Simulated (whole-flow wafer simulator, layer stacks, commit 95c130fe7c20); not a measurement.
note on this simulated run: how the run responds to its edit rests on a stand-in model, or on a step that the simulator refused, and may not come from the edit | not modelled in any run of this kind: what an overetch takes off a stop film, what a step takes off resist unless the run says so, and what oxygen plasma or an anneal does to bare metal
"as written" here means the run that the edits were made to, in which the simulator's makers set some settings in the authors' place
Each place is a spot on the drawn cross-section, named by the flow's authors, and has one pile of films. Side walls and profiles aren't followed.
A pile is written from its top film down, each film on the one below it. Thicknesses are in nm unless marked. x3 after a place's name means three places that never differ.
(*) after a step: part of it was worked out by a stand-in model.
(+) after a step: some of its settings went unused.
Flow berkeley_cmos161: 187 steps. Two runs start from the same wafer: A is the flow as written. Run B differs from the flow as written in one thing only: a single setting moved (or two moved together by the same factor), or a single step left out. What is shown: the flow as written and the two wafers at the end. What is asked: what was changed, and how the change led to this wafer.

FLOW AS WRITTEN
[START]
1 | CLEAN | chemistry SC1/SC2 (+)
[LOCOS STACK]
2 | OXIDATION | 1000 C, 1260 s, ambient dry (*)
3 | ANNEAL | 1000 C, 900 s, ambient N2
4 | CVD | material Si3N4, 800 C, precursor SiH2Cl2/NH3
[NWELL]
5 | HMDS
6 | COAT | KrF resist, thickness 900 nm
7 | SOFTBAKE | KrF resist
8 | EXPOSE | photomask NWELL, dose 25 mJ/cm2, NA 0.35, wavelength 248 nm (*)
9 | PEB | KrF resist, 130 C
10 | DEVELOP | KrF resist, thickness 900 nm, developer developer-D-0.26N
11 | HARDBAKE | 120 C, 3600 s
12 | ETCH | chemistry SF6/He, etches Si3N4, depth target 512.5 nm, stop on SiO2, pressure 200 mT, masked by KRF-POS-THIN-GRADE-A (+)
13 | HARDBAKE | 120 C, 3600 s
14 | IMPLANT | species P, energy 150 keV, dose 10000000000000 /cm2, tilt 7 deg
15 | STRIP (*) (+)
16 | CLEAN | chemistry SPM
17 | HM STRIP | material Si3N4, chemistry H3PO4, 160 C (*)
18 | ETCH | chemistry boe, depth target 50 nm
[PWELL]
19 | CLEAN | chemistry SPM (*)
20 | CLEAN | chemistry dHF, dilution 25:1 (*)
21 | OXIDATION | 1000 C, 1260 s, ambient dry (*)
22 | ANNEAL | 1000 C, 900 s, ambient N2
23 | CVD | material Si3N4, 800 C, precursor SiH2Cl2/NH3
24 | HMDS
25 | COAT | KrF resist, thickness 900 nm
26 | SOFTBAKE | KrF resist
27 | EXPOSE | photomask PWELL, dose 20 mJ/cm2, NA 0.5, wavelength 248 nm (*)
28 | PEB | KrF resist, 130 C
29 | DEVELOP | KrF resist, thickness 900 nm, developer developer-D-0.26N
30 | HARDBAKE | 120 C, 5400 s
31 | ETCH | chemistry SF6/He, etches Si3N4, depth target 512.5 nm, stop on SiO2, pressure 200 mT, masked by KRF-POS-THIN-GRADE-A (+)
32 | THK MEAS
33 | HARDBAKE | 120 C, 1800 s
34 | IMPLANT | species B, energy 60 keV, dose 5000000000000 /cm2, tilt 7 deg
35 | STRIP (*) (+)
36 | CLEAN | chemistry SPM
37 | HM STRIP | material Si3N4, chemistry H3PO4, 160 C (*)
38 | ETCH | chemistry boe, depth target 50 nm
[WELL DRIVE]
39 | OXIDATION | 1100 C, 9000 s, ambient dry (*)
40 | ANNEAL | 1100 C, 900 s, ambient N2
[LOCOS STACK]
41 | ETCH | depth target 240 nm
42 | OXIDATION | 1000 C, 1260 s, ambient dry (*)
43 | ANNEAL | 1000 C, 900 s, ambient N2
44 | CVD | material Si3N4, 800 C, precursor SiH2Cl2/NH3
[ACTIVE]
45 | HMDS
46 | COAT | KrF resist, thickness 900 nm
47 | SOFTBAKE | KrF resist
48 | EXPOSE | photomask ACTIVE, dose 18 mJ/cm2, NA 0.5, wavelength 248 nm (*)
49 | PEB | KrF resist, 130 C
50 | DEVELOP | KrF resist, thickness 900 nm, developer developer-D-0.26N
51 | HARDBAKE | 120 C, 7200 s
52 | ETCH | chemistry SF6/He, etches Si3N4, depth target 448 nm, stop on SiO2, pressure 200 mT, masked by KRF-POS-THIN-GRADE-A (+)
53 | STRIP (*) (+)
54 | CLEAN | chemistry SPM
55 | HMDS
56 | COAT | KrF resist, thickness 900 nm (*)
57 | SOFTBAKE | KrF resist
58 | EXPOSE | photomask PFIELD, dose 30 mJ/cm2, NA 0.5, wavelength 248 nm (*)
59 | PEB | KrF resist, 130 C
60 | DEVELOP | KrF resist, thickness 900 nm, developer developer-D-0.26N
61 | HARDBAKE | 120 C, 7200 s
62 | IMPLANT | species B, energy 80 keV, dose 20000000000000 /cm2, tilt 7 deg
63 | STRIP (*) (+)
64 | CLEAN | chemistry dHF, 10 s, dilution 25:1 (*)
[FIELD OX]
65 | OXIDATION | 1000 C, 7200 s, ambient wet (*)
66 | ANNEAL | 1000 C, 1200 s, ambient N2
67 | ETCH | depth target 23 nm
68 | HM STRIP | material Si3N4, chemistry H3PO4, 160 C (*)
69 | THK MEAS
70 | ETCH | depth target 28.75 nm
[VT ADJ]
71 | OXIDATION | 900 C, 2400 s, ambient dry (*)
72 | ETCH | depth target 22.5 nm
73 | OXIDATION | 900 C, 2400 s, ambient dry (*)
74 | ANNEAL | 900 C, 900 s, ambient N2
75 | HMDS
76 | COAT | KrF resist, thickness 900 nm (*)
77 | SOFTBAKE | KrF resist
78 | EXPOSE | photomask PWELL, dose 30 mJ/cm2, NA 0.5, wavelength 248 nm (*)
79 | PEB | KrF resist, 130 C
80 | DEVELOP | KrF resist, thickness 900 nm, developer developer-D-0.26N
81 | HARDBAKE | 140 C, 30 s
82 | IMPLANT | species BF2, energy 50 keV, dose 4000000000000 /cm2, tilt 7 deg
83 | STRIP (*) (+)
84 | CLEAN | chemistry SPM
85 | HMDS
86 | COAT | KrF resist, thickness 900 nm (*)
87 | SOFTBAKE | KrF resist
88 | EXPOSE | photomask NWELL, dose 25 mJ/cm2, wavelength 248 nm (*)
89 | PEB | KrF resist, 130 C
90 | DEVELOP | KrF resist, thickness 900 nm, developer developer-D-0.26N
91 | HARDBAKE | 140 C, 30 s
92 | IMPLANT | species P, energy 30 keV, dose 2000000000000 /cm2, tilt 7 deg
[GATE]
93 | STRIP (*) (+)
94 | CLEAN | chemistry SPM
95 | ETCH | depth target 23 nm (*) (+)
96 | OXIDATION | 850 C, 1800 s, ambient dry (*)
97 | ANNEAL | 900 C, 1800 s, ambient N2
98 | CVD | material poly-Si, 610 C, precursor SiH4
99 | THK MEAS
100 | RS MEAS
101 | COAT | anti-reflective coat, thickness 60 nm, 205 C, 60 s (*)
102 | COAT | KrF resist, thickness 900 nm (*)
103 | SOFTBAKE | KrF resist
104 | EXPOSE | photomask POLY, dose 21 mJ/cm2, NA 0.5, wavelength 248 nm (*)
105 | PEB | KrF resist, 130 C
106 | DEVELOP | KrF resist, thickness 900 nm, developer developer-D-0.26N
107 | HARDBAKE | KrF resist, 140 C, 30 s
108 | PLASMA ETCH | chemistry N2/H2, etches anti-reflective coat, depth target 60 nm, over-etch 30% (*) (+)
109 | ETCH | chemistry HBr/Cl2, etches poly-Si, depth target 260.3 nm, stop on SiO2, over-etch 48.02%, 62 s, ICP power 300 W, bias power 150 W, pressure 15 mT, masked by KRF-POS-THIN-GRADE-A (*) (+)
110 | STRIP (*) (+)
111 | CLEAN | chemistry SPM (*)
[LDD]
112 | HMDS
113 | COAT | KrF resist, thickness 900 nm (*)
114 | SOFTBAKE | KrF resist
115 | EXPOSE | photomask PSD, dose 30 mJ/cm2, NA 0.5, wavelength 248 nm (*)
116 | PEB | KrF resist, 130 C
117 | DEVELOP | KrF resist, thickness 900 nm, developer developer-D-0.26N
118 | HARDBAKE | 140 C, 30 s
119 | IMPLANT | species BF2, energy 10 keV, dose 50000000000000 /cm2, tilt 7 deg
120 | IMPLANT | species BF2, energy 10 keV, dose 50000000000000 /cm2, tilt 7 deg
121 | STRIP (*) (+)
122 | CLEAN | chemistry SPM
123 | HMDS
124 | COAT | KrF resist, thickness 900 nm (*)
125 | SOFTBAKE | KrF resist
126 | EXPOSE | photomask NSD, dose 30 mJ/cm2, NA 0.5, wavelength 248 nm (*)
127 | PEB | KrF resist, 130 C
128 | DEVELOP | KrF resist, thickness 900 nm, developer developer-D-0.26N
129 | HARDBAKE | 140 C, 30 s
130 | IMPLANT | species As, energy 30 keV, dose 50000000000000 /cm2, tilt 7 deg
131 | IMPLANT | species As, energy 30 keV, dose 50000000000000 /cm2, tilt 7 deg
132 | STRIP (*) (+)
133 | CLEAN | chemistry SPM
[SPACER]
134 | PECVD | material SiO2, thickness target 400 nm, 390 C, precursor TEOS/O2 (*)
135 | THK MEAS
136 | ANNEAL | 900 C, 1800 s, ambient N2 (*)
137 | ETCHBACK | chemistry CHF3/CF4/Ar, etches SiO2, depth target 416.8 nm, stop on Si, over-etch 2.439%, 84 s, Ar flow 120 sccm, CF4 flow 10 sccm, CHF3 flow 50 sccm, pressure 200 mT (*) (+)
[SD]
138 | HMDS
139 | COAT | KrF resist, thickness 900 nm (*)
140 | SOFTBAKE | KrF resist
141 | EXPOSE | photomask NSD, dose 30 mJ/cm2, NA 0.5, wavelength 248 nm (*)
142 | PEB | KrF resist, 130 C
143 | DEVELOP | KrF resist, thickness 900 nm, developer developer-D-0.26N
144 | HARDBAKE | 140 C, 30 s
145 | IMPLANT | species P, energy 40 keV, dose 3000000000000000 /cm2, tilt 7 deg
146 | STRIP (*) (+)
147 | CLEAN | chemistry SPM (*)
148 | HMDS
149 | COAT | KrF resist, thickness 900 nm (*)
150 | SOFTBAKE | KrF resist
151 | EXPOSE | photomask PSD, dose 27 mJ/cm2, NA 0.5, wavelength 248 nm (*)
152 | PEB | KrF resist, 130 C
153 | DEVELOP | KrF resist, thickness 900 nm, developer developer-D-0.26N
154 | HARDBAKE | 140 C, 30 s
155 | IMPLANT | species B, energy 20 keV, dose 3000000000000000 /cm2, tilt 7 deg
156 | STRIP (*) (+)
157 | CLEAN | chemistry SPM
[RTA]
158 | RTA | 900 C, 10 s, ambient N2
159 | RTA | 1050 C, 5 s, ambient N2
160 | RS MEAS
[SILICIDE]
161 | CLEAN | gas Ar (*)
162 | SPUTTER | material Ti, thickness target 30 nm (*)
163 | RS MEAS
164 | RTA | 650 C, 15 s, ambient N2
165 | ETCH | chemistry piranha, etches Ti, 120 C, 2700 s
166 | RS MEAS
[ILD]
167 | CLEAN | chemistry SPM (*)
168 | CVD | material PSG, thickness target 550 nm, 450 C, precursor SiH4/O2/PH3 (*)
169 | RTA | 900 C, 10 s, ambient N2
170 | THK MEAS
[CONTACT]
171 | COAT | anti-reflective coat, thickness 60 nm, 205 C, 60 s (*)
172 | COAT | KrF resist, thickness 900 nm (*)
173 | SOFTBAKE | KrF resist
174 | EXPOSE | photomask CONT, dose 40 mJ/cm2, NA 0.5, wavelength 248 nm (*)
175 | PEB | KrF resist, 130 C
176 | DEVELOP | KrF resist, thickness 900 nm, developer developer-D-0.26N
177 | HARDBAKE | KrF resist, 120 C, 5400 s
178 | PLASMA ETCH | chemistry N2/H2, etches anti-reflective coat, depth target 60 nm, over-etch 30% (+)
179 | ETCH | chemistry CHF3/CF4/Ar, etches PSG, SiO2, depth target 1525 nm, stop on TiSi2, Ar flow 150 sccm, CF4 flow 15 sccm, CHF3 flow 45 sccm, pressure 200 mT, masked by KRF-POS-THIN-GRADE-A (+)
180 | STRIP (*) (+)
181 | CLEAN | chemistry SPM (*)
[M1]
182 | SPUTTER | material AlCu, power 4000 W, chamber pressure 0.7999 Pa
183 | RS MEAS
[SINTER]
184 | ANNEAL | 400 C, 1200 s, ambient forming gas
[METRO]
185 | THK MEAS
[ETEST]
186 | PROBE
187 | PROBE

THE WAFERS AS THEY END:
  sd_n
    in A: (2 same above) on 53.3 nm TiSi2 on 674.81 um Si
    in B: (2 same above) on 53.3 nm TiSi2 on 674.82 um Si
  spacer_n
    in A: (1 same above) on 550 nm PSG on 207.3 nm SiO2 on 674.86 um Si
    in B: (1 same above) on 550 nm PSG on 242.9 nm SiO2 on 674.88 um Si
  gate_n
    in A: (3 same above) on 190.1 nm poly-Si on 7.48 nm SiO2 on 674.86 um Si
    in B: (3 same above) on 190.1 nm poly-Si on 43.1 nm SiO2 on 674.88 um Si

What caused this: step 41, ETCH: depth target 108 nm was run, whereas the flow has depth target 240 nm.

Step by step, how the change led to this:
  41 | ETCH | depth target 240 nm
      field, sd_n, spacer_n and 6 more: A SiO2 loses 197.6 (all of it) | B SiO2 loses 108
  42 | OXIDATION | 1000 C, 1260 s, ambient dry (*)
      field, sd_n, spacer_n and 6 more: A SiO2 gains 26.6 (new film), Si loses 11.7 | B SiO2 gains 12.2, Si loses 5.36
  65 | OXIDATION | 1000 C, 7200 s, ambient wet (*)
      sd_n, sd_p: A SiO2 gains 12.1 (new film), Si3N4 loses 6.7, SiO2 gains 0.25, Si loses 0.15 | B SiO2 gains 12.1 (new film), Si3N4 loses 6.7
      field: A SiO2 gains 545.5, Si loses 240 | B SiO2 gains 497.2, Si loses 218.8
  70 | ETCH | depth target 28.75 nm
      spacer_n, gate_n, spacer_p, gate_p, contact, m1: A SiO2 loses 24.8 (all of it) | B SiO2 loses 28.8
      sd_n, sd_p: A SiO2 loses 25 (all of it) | B SiO2 loses 28.8
  71 | OXIDATION | 900 C, 2400 s, ambient dry (*)
      sd_n, spacer_n, gate_n, sd_p, spacer_p, gate_p, contact, m1: A SiO2 gains 14.9 (new film), Si loses 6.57 | B SiO2 gains 7.35, Si loses 3.23
  72 | ETCH | depth target 22.5 nm
      sd_n, spacer_n, gate_n, sd_p, spacer_p, gate_p, contact, m1: A SiO2 loses 14.9 (all of it) | B SiO2 loses 22.5
  73 | OXIDATION | 900 C, 2400 s, ambient dry (*)
      sd_n, spacer_n, gate_n, sd_p, spacer_p, gate_p, contact, m1: A SiO2 gains 14.9 (new film), Si loses 6.57 | B SiO2 gains 6.89, Si loses 3.03
  95 | ETCH | depth target 23 nm (*) (+)
      sd_n, spacer_n, gate_n, sd_p, spacer_p, gate_p, contact, m1: A SiO2 loses 14.9 (all of it) | B SiO2 loses 23
  96 | OXIDATION | 850 C, 1800 s, ambient dry (*)
      sd_n, spacer_n, gate_n, sd_p, spacer_p, gate_p, contact, m1: A SiO2 gains 7.48 (new film), Si loses 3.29 | B SiO2 gains 3.14, Si loses 1.38
  101 | COAT | anti-reflective coat, thickness 60 nm, 205 C, 60 s (*)
      sd_n: A anti-reflective coat gains 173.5 (new film) | B anti-reflective coat gains 177.2 (new film)
      spacer_n: A anti-reflective coat gains 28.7 (new film) | B anti-reflective coat gains 27.7 (new film)
  108 | PLASMA ETCH | chemistry N2/H2, etches anti-reflective coat, depth target 60 nm, over-etch 30% (*) (+)
      sd_n: A anti-reflective coat loses 173.5 (all of it), poly-Si loses 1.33 | B anti-reflective coat loses 177.2 (all of it), poly-Si loses 1.36
      spacer_n: A anti-reflective coat loses 28.7 (all of it), poly-Si loses 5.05 | B anti-reflective coat loses 27.7 (all of it), poly-Si loses 5.2
  137 | ETCHBACK | chemistry CHF3/CF4/Ar, etches SiO2, depth target 416.8 nm, stop on Si, over-etch 2.439%, 84 s, Ar flow 120 sccm, CF4 flow 10 sccm, CHF3 flow 50 sccm, pressure 200 mT (*) (+)
      sd_n: A SiO2 loses 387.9 (all of it) | B SiO2 loses 423.6 (all of it)
      sd_p: A SiO2 loses 373.4 (all of it) | B SiO2 loses 408.6 (all of it)
      (as well as at 2 more places)
  139 | COAT | KrF resist, thickness 900 nm (*)
      sd_n: A KrF resist gains 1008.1 (new film) | B KrF resist gains 1032 (new film)
      sd_p: A KrF resist gains 1012.1 (new film) | B KrF resist gains 1033.7 (new film)
      (as well as at 1 more place)
  143 | DEVELOP | KrF resist, thickness 900 nm, developer developer-D-0.26N
      sd_n: A KrF resist loses 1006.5 (all of it) | B KrF resist loses 1030.3 (all of it)
  144 | HARDBAKE | 140 C, 30 s
      sd_p: A KrF resist loses 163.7 | B KrF resist loses 167.2
      m1: A KrF resist loses 161.9 | B KrF resist loses 165.3
  146 | STRIP (*) (+)
      sd_p: A chemical SiO2 gains 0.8 (new film), KrF resist loses 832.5 (all of it), Si loses 0.35 | B chemical SiO2 gains 0.8 (new film), KrF resist loses 850.6 (all of it), Si loses 0.35
      m1: A chemical SiO2 gains 0.8 (new film), KrF resist loses 823.2 (all of it), Si loses 0.35 | B chemical SiO2 gains 0.8 (new film), KrF resist loses 840.9 (all of it), Si loses 0.35
  ... another 8 steps ...
  182 | SPUTTER | material AlCu, power 4000 W, chamber pressure 0.7999 Pa
      sd_p: A AlCu gains 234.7 (new film) | B AlCu gains 225.2 (new film)
